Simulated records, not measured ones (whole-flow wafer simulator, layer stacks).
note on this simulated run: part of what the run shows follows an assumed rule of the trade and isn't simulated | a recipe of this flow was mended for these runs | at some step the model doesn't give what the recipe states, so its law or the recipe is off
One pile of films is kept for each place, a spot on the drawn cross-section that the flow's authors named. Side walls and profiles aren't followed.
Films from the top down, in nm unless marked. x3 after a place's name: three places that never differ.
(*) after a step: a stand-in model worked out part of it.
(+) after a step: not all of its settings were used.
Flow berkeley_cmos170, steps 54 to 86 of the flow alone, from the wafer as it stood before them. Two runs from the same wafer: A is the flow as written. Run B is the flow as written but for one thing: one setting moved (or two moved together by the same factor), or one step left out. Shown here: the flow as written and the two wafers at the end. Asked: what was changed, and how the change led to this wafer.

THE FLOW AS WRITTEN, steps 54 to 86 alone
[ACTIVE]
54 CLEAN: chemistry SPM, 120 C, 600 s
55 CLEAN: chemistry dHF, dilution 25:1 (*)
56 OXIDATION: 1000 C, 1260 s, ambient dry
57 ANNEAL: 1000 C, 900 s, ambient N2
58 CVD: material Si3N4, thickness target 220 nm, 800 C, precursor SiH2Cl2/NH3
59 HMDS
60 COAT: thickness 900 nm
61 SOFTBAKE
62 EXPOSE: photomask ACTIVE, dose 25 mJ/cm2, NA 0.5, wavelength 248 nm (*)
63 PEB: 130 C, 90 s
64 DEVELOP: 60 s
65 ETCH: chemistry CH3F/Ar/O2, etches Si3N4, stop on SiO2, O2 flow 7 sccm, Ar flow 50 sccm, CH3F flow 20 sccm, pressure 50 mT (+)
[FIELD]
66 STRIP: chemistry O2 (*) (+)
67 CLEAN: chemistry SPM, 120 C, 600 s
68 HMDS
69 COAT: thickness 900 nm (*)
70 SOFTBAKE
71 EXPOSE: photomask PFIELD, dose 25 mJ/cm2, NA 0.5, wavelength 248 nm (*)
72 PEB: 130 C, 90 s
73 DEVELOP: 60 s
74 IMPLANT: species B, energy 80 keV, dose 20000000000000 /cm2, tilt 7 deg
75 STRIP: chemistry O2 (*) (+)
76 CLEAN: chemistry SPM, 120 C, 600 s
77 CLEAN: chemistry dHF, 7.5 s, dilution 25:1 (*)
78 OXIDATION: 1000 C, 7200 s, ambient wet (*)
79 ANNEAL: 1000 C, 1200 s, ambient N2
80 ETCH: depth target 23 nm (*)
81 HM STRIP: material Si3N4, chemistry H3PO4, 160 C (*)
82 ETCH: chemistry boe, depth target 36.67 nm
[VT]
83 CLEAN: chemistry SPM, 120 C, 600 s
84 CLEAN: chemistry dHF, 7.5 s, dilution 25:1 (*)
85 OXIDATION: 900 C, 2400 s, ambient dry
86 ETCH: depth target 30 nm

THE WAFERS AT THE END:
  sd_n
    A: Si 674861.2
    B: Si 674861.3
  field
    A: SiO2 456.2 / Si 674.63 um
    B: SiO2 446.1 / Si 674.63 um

The cause: step 58, CVD: thickness target 341 nm was run, where the flow has thickness target 220 nm.

How the change led to this, step by step:
  58 CVD: material Si3N4, thickness target 220 nm, 800 C, precursor SiH2Cl2/NH3
      field, mark, sd_n and 10 more: A Si3N4 +220 (new film) | B Si3N4 +341 (new film)
  65 ETCH: chemistry CH3F/Ar/O2, etches Si3N4, stop on SiO2, O2 flow 7 sccm, Ar flow 50 sccm, CH3F flow 20 sccm, pressure 50 mT (+)
      mark, sd_n, spacer_n and 9 more: A KrF-resist -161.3 | B KrF-resist -242
      field: A Si3N4 -220 (all of it), SiO2 -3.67 | B Si3N4 -341 (all of it), SiO2 -3.67
  66 STRIP: chemistry O2 (*) (+)
      mark, sd_n, spacer_n and 9 more: A KrF-resist -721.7 (all of it) | B KrF-resist -641.1 (all of it)
  69 COAT: thickness 900 nm (*)
      field: A KrF-resist +957.2 (new film) | B KrF-resist +990.2 (new film)
      sd_n: A KrF-resist +784.1 (new film) | B KrF-resist +726.3 (new film)
      (and at 10 more places)
  73 DEVELOP: 60 s
      field: A KrF-resist -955 (all of it) | B KrF-resist -987.9 (all of it)
  75 STRIP: chemistry O2 (*) (+)
      sd_n: A KrF-resist -767.4 (all of it) | B KrF-resist -709.8 (all of it)
      spacer_n: A KrF-resist -803.4 (all of it) | B KrF-resist -763.4 (all of it)
      (and at 9 more places)
  78 OXIDATION: 1000 C, 7200 s, ambient wet (*)
      sd_n, sd_p: A SiO2 +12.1 (new film), Si3N4 -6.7, SiO2 +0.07, Si -0.07 | B SiO2 +12.1 (new film), Si3N4 -6.7
  81 HM STRIP: material Si3N4, chemistry H3PO4, 160 C (*)
      mark, sd_n, spacer_n and 9 more: A Si3N4 -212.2 (all of it), SiO2 -11.1 | B Si3N4 -333.2 (all of it), SiO2 -17.4
      field: A SiO2 -17.7 | B SiO2 -27.8
  82 ETCH: chemistry boe, depth target 36.67 nm
      mark, sd_n, spacer_n and 9 more: A SiO2 -15.5 (all of it) | B SiO2 -9.13 (all of it)
